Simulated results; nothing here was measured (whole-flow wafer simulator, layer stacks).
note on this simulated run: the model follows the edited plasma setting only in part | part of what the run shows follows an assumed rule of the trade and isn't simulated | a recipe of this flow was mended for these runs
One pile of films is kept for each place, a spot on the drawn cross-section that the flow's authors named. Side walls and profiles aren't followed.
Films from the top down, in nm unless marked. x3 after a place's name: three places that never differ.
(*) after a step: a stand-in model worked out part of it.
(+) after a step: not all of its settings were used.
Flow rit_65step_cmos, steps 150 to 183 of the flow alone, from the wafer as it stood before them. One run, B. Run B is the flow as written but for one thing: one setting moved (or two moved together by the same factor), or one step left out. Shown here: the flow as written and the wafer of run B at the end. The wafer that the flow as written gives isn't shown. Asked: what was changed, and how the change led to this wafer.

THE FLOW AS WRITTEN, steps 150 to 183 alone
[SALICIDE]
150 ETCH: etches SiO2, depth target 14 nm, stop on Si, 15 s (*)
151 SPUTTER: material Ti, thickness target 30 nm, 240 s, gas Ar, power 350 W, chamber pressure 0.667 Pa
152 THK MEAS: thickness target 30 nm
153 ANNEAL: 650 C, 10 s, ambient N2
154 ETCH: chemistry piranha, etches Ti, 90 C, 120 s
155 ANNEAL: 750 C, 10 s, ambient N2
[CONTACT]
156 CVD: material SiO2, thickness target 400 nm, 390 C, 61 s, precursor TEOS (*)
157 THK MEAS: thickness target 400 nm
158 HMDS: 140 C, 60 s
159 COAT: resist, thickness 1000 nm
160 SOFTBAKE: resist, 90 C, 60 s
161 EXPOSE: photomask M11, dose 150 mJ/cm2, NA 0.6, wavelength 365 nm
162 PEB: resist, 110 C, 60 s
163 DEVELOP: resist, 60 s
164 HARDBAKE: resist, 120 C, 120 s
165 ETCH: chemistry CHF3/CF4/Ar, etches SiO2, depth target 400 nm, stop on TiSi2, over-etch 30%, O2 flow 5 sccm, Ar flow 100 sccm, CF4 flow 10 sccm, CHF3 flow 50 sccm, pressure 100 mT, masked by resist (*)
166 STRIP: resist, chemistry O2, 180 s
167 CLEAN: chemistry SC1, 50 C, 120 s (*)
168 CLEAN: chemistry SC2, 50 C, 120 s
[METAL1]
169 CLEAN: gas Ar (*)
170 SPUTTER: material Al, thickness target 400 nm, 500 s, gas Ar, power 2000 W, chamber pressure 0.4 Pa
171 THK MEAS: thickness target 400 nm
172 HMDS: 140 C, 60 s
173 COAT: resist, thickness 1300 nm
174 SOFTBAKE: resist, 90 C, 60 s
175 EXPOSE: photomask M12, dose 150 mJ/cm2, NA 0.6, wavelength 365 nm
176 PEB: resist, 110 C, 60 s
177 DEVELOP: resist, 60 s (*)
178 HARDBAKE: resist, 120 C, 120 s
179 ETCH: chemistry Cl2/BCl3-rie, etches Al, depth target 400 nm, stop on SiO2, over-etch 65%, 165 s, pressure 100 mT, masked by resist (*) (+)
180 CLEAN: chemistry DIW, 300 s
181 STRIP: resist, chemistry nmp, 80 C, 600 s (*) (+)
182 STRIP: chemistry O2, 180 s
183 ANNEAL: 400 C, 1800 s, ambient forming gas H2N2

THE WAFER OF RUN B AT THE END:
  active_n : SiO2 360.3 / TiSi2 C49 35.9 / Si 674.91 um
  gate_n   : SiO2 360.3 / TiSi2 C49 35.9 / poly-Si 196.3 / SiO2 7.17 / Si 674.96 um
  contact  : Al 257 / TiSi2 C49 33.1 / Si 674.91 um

The cause: step 151, SPUTTER: power 212 W was run, where the flow has power 350 W.

How the change led to this, step by step:
  151 SPUTTER: material Ti, thickness target 30 nm, 240 s, gas Ar, power 350 W, chamber pressure 0.667 Pa
      field, field_pw, field_nw and 11 more: Ti +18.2 (new film) (as written it would be: Ti +30 (new film))
  153 ANNEAL: 650 C, 10 s, ambient N2
      active_n, active_p, sd_n, sd_p, contact, m1: Ti -14.2, TiSi2 C49 +36 (new film), Si -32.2 (as written it would be: Ti -23.4, TiSi first +15 (new film), TiSi2 C49 +37.2 (new film), Si -43.1)
      gate_n, gate_p: Ti -14.2, TiSi2 C49 +36 (new film), poly-Si -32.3 (as written it would be: Ti -23.4, TiSi first +15 (new film), TiSi2 C49 +37.2 (new film), poly-Si -43.3)
  154 ETCH: chemistry piranha, etches Ti, 90 C, 120 s
      active_n, active_p, gate_n, gate_p, sd_n, sd_p, contact, m1: Ti -4 (all of it), TiSi2 C49 -0.11 (as written it would be: Ti -6.6 (all of it), TiSi first -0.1)
      field, field_pw, field_nw, field_p, spacer, spacer_p: Ti -18.2 (all of it) (as written it would be: Ti -30 (all of it))
  155 ANNEAL: 750 C, 10 s, ambient N2
      active_n, active_p, sd_n, sd_p, contact, m1: nothing (as written it would be: TiSi2 +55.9 (new film), TiSi first -14.9 (all of it), TiSi2 C49 -37.2 (all of it), Si -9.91)
      gate_n, gate_p: nothing (as written it would be: TiSi2 +55.9 (new film), TiSi first -14.9 (all of it), TiSi2 C49 -37.2 (all of it), poly-Si -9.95)
  165 ETCH: chemistry CHF3/CF4/Ar, etches SiO2, depth target 400 nm, stop on TiSi2, over-etch 30%, O2 flow 5 sccm, Ar flow 100 sccm, CF4 flow 10 sccm, CHF3 flow 50 sccm, pressure 100 mT, masked by resist (*)
      contact: SiO2 -400 (all of it) (as written it would be: SiO2 -400 (all of it), TiSi2 -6)
  169 CLEAN: gas Ar (*)
      contact: TiSi2 C49 -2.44 (as written it would be: TiSi2 -2.31)
